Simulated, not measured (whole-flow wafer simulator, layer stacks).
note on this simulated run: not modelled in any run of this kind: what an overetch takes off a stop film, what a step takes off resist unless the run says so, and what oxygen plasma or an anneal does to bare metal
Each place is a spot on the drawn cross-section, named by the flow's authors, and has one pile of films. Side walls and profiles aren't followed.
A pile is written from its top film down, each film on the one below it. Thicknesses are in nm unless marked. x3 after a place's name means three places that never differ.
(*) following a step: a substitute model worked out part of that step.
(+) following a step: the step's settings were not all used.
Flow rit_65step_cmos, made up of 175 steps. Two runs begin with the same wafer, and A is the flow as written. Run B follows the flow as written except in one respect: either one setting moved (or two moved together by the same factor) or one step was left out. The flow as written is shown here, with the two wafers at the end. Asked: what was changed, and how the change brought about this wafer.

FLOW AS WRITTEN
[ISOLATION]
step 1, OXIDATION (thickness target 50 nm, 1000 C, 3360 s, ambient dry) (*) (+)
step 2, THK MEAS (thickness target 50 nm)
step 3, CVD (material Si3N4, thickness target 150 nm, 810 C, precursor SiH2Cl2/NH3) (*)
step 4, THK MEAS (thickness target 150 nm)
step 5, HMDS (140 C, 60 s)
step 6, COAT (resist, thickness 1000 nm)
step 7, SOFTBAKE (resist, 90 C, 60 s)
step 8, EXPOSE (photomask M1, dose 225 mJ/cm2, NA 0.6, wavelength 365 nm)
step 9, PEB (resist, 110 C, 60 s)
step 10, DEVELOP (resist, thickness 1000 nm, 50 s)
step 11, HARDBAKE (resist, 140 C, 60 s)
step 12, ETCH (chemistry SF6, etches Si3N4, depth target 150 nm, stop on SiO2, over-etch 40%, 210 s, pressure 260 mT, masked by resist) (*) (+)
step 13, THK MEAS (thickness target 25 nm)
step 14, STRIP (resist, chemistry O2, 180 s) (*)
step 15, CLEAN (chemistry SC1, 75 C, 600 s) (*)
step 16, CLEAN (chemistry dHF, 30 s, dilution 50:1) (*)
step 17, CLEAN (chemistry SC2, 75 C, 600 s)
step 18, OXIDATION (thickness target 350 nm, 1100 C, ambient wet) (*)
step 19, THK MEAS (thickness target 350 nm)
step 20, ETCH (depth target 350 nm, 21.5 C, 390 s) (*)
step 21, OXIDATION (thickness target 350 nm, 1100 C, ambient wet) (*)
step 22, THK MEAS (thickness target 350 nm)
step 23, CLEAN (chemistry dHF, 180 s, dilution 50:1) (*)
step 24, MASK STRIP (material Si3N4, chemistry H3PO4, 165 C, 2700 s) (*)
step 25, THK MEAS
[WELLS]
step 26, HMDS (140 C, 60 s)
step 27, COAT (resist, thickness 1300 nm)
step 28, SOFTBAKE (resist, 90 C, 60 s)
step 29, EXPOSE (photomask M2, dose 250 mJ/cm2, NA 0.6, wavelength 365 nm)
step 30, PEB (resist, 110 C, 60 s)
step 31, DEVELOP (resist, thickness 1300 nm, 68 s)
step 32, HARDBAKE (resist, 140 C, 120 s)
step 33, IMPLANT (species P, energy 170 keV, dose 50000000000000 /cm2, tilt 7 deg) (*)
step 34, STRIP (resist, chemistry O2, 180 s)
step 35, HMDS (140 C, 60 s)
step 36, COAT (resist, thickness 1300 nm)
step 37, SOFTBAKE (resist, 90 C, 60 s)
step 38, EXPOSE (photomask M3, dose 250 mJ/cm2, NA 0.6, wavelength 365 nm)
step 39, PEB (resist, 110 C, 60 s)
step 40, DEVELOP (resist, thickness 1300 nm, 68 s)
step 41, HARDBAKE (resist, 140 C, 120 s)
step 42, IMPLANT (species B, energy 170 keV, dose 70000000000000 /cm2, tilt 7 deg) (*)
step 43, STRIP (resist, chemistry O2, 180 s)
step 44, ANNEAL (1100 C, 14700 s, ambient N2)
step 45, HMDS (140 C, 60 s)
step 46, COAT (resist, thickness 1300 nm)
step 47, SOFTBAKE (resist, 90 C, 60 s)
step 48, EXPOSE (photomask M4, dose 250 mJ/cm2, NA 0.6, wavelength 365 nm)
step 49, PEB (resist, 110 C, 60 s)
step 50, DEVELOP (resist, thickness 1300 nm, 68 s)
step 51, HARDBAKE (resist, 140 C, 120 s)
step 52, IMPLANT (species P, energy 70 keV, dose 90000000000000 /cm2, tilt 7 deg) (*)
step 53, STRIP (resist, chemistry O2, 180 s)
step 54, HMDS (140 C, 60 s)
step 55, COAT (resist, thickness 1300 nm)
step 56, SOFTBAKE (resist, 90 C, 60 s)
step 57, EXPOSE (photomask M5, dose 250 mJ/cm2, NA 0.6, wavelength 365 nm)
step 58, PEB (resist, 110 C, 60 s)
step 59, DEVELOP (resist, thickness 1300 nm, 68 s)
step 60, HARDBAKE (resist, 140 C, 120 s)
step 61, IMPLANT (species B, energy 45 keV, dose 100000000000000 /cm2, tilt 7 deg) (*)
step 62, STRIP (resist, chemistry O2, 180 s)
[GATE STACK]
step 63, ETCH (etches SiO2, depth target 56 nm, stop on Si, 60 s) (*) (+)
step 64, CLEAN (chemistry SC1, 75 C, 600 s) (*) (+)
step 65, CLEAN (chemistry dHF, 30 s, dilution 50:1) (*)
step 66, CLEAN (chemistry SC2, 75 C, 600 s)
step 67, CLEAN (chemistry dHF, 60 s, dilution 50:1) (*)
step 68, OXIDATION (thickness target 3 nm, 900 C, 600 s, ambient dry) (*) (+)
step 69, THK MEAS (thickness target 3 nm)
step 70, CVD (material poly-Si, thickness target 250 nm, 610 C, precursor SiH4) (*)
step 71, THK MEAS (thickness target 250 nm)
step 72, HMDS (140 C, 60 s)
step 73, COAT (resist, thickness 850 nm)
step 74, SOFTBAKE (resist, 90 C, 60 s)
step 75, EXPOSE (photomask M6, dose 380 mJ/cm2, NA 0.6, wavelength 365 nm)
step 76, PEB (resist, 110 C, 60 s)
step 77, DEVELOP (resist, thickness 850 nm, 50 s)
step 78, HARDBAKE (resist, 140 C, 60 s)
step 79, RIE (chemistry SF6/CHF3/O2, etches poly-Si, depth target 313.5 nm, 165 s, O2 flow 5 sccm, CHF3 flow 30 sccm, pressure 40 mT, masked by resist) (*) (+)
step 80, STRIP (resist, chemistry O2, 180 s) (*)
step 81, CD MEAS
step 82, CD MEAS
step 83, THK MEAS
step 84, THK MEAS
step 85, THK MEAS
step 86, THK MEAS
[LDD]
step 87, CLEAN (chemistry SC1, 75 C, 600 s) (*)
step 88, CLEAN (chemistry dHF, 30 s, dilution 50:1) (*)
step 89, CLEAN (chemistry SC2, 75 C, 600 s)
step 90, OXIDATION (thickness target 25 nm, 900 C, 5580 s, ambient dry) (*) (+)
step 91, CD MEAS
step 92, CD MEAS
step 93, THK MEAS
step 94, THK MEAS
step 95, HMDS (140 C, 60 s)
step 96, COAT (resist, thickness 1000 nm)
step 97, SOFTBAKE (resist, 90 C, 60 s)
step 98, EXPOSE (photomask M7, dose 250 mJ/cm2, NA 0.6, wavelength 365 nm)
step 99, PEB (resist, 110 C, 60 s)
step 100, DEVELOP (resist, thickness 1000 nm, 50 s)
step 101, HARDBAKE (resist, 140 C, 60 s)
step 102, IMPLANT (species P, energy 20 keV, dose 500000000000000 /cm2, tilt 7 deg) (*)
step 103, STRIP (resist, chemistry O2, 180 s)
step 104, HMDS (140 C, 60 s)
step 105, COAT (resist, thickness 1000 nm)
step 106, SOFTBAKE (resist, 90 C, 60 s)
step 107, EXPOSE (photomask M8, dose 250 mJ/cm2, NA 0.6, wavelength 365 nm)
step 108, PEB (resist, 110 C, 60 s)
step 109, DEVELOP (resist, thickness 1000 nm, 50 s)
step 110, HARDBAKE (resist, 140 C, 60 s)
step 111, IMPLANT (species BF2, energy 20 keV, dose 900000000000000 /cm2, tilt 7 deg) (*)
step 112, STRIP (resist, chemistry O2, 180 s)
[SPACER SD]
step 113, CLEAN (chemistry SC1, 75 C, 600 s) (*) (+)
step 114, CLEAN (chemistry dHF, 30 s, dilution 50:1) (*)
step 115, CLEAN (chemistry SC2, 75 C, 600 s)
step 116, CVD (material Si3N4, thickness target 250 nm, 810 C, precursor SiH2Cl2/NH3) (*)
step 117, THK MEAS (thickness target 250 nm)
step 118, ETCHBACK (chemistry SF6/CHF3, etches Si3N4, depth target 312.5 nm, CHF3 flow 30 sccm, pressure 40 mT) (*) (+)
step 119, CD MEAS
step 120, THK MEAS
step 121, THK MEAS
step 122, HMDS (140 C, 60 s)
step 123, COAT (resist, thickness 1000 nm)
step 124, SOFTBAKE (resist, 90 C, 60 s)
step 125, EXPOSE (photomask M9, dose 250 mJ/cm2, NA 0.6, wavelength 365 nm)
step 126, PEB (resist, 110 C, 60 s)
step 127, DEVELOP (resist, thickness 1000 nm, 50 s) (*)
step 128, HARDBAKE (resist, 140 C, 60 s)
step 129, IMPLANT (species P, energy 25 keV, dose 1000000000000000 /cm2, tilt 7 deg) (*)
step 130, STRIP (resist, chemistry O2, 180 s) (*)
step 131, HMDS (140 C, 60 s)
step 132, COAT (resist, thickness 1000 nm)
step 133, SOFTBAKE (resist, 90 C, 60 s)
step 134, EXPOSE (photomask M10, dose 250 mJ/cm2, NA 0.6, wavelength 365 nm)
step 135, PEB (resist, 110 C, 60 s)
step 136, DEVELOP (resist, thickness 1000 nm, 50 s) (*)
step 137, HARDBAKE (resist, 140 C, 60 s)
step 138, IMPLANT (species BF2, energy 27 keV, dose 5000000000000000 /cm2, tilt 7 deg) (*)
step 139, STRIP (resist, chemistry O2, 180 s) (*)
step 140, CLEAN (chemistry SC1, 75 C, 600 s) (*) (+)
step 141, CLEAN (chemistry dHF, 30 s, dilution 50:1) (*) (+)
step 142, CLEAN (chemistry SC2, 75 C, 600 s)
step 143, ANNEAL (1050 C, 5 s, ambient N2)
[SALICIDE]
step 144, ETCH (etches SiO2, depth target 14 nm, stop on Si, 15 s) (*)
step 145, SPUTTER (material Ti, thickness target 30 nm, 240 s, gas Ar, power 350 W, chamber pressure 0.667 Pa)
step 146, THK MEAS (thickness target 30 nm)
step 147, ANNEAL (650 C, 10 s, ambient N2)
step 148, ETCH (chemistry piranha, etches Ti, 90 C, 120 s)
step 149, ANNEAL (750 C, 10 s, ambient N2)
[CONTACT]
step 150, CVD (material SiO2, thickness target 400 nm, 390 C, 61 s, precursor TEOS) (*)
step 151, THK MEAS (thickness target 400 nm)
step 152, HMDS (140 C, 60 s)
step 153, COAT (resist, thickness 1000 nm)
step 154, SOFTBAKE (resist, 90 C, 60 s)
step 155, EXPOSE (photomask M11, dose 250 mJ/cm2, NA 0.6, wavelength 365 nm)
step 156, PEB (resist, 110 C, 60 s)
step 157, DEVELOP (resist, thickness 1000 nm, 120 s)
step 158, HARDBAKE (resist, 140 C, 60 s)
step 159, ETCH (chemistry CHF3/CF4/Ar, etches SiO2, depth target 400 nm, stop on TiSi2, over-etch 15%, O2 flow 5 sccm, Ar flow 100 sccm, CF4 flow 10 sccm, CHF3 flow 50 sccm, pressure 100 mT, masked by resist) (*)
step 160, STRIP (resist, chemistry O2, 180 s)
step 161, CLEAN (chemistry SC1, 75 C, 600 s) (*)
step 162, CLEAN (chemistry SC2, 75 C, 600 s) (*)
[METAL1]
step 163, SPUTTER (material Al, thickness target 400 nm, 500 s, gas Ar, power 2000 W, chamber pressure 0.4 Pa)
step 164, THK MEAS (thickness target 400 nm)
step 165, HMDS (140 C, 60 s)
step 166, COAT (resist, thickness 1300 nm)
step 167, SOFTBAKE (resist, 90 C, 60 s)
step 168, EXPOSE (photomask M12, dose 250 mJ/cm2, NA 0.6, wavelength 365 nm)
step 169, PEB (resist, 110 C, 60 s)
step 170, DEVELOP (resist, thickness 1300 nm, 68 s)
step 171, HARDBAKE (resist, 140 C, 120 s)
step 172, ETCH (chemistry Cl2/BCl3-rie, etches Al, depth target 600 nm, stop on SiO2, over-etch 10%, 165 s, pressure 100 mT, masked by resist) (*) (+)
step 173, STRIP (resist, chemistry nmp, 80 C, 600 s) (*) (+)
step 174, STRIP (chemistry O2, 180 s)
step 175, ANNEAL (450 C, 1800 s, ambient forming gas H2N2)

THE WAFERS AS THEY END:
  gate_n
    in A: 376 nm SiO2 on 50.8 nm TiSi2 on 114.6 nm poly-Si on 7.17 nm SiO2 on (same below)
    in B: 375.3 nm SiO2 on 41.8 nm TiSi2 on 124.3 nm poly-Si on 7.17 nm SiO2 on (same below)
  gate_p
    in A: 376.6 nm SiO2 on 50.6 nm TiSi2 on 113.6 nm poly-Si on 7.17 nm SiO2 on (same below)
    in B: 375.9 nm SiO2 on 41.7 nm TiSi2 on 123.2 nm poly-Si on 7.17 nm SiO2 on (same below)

Cause: step 145, SPUTTER: thickness target 24 nm was run, while the flow as written has thickness target 30 nm.

Step by step, how the change led to this:
  step 145, SPUTTER (material Ti, thickness target 30 nm, 240 s, gas Ar, power 350 W, chamber pressure 0.667 Pa)
      field, field_pw, field_nw, field_p, spacer, spacer_p: A Ti gains 30 (new film) | B Ti gains 24 (new film)
      gate_n: A Ti gains 27.3 (new film) | B Ti gains 21.8 (new film)
      (and at 1 other place as well)
  step 147, ANNEAL (650 C, 10 s, ambient N2)
      gate_n: A Ti loses 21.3, TiSi first gains 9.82 (new film), TiSi2 C49 gains 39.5 (new film), poly-Si loses 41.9 | B Ti loses 17, TiSi2 C49 gains 43.2 (new film), poly-Si loses 38.7
      gate_p: A Ti loses 21.2, TiSi first gains 9.56 (new film), TiSi2 C49 gains 39.6 (new film), poly-Si loses 41.9 | B Ti loses 16.9, TiSi2 C49 gains 43.1 (new film), poly-Si loses 38.6
  step 148, ETCH (chemistry piranha, etches Ti, 90 C, 120 s)
      gate_n: A Ti loses 6 (all of it), TiSi first loses 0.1 | B Ti loses 4.8 (all of it), TiSi2 C49 loses 0.11
      gate_p: A Ti loses 5.97 (all of it), TiSi first loses 0.1 | B Ti loses 4.77 (all of it), TiSi2 C49 loses 0.11
      (and at 6 other places as well)
  step 149, ANNEAL (750 C, 10 s, ambient N2)
      gate_n: A TiSi2 gains 50.8 (new film), TiSi first loses 9.72 (all of it), TiSi2 C49 loses 39.5 (all of it), poly-Si loses 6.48 | B TiSi2 gains 41.8 (new film), TiSi2 C49 loses 43.1 (all of it)
      gate_p: A TiSi2 gains 50.6 (new film), TiSi first loses 9.46 (all of it), TiSi2 C49 loses 39.6 (all of it), poly-Si loses 6.31 | B TiSi2 gains 41.7 (new film), TiSi2 C49 loses 42.9 (all of it)
